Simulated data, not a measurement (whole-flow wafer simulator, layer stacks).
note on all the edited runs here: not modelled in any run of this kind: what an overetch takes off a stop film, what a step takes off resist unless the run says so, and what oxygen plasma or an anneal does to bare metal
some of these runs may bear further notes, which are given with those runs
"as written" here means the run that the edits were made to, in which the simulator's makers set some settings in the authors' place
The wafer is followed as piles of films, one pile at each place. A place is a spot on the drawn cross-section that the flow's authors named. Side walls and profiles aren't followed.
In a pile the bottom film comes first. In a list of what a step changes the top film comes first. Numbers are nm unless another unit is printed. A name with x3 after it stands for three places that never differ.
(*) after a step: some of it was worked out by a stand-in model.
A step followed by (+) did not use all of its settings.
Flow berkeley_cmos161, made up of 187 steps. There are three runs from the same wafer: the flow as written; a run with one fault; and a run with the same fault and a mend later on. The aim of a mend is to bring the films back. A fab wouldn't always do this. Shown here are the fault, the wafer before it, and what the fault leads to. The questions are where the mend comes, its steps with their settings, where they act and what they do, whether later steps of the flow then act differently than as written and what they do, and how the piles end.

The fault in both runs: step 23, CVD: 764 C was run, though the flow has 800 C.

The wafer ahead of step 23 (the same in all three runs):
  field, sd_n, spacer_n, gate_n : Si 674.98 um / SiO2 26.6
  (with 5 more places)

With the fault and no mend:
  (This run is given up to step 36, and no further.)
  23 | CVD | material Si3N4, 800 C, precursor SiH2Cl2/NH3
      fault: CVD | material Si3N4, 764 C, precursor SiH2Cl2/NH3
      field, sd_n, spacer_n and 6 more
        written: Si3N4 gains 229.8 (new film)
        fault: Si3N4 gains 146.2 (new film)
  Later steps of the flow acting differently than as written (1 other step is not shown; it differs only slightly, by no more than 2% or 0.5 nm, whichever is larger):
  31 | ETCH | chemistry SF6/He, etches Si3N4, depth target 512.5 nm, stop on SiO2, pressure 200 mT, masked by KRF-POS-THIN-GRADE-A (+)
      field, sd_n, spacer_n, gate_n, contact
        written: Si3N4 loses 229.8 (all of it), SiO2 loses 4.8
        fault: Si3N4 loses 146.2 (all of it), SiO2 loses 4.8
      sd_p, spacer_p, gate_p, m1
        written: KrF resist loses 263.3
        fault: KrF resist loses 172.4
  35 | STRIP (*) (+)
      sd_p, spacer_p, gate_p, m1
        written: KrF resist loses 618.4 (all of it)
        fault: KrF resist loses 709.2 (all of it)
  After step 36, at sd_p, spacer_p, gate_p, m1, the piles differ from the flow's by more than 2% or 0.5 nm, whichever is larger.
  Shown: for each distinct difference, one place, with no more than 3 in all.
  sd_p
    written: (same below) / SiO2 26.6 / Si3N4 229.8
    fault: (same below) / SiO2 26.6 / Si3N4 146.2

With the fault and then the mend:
  After step 30 comes the mend.
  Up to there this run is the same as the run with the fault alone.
  30a | STRIP (*) (+)
      sd_p, spacer_p, gate_p, m1
        KrF resist loses 882 (all of it)
  30b | CLEAN | chemistry SPM (the flow's step 16 again)
      leaves every film unchanged at each place that is followed
  30c | CVD | material Si3N4, 800 C, precursor SiH2Cl2/NH3 (the flow's step 23 again, with other settings that aren't printed)
      field, sd_n, spacer_n and 6 more
        Si3N4 gains 83.6
  30d | HMDS (the flow's step 24 again)
      leaves every film unchanged at each place that is followed
  30e | COAT | KrF resist, thickness 900 nm (the flow's step 25 again)
      field, sd_n, spacer_n and 6 more
        KrF resist gains 900 (new film)
  30f | SOFTBAKE | KrF resist (the flow's step 26 again)
      leaves every film unchanged at each place that is followed
  30g | EXPOSE | photomask PWELL, dose 20 mJ/cm2, NA 0.5, wavelength 248 nm (*) (the flow's step 27 again)
      leaves every film unchanged at each place that is followed
  30h | PEB | KrF resist, 130 C (the flow's step 28 again)
      field, sd_n, spacer_n and 6 more
        KrF resist loses 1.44
  30i | DEVELOP | KrF resist, thickness 900 nm, developer developer-D-0.26N (the flow's step 29 again)
      field, sd_n, spacer_n, gate_n, contact
        KrF resist loses 898.6 (all of it)
      sd_p, spacer_p, gate_p, m1
        KrF resist loses 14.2
  30j | HARDBAKE | 120 C, 5400 s (the flow's step 30 again)
      sd_p, spacer_p, gate_p, m1
        KrF resist loses 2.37
  None of the later steps of the flow acts differently than as written at any place that is followed.
  By the end, the piles equal the flow's at every place that both follow.
